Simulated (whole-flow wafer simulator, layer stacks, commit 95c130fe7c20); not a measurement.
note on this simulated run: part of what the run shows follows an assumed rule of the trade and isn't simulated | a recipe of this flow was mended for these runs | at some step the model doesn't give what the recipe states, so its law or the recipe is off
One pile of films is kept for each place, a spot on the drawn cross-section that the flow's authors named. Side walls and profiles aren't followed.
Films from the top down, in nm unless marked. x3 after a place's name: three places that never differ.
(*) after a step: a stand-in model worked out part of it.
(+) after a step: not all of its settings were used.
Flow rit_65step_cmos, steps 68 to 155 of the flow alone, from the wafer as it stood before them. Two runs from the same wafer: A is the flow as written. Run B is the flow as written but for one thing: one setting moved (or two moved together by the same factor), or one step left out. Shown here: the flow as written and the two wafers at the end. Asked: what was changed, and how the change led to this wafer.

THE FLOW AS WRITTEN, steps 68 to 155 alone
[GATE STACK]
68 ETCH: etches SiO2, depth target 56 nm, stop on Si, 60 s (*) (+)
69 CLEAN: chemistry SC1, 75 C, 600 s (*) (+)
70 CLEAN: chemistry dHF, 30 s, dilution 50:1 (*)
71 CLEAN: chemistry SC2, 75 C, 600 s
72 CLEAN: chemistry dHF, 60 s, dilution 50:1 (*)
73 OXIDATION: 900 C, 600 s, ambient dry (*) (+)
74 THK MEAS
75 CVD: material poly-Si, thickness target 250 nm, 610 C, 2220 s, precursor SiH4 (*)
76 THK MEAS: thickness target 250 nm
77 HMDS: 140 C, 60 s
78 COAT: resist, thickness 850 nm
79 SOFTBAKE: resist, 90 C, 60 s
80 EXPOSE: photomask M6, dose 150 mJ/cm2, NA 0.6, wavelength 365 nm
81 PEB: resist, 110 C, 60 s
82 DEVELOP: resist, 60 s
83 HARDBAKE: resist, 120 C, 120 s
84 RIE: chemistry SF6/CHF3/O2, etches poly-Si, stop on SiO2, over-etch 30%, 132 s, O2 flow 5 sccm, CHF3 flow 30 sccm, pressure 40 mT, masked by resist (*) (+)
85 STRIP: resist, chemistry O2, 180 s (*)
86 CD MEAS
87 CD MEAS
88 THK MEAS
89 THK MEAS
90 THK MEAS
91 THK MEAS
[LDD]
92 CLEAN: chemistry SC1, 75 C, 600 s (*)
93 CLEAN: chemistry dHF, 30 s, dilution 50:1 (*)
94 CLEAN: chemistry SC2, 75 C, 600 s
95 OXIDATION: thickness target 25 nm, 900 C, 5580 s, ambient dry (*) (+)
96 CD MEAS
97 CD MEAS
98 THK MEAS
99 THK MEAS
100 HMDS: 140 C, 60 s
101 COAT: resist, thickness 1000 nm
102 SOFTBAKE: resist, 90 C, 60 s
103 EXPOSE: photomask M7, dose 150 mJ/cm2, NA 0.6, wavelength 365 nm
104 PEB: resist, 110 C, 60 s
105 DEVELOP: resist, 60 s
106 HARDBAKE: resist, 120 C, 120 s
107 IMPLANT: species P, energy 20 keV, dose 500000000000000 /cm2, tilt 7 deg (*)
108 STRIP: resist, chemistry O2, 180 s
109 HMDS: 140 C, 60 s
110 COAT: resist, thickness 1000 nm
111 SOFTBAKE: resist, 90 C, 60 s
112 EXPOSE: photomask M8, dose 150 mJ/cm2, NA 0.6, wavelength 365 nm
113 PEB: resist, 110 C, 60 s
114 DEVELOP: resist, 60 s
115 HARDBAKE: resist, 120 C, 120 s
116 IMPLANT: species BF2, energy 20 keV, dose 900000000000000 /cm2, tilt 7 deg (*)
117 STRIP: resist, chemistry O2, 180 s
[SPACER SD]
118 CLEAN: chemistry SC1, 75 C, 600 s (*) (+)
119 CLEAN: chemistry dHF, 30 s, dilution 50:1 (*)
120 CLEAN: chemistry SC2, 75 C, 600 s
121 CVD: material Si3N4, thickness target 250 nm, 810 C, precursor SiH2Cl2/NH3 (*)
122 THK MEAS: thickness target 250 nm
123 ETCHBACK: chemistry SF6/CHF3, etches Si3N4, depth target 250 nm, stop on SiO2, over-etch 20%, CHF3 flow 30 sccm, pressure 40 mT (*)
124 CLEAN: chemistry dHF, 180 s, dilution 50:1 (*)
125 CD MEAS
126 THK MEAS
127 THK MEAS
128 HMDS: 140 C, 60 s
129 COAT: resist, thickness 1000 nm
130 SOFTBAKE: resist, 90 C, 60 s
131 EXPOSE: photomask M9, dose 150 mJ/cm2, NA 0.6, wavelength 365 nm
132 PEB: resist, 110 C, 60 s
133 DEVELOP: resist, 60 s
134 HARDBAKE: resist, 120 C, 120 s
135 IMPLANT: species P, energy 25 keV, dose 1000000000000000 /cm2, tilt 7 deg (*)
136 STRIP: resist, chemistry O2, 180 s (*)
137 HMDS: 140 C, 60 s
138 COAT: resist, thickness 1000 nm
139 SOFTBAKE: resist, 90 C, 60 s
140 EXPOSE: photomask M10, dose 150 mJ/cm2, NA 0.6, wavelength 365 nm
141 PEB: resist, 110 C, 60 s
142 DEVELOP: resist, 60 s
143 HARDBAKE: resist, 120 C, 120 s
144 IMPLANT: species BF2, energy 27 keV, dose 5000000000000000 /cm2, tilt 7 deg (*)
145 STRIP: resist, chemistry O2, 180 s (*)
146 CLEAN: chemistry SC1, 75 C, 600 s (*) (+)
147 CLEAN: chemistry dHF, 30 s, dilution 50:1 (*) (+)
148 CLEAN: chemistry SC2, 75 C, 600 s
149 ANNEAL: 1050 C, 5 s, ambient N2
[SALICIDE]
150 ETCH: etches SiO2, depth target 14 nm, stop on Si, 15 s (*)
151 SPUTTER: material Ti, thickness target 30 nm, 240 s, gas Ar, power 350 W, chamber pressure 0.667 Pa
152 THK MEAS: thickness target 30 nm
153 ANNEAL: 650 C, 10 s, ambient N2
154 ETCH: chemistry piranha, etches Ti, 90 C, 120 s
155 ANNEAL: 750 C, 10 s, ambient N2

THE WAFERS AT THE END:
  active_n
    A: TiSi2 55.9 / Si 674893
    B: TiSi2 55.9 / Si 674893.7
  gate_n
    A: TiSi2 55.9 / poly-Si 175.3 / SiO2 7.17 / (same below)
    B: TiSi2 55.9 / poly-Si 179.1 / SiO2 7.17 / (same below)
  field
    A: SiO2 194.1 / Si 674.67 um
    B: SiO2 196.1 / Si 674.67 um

The cause: step 92, CLEAN: chemistry SC1, 75 C, 600 s (*), was left out.

How the change led to this, step by step:
  93 CLEAN: chemistry dHF, 30 s, dilution 50:1 (*)
      active_n, active_p, spacer, spacer_p, sd_n, sd_p, contact, m1: A SiO2 -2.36 (all of it) | B SiO2 -2.78
      gate_n, gate_p: A chemical SiO2 -0.6 (all of it) | B chemical SiO2 -1.34 (all of it)
  95 OXIDATION: thickness target 25 nm, 900 C, 5580 s, ambient dry (*) (+)
      active_n, active_p, spacer, spacer_p, sd_n, sd_p, contact, m1: A SiO2 +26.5 (new film), chemical SiO2 -0.4 (all of it), Si -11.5 | B SiO2 +24.8, Si -10.9
  123 ETCHBACK: chemistry SF6/CHF3, etches Si3N4, depth target 250 nm, stop on SiO2, over-etch 20%, CHF3 flow 30 sccm, pressure 40 mT (*)
      spacer, spacer_p: A Si3N4 -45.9 | B Si3N4 -42.8
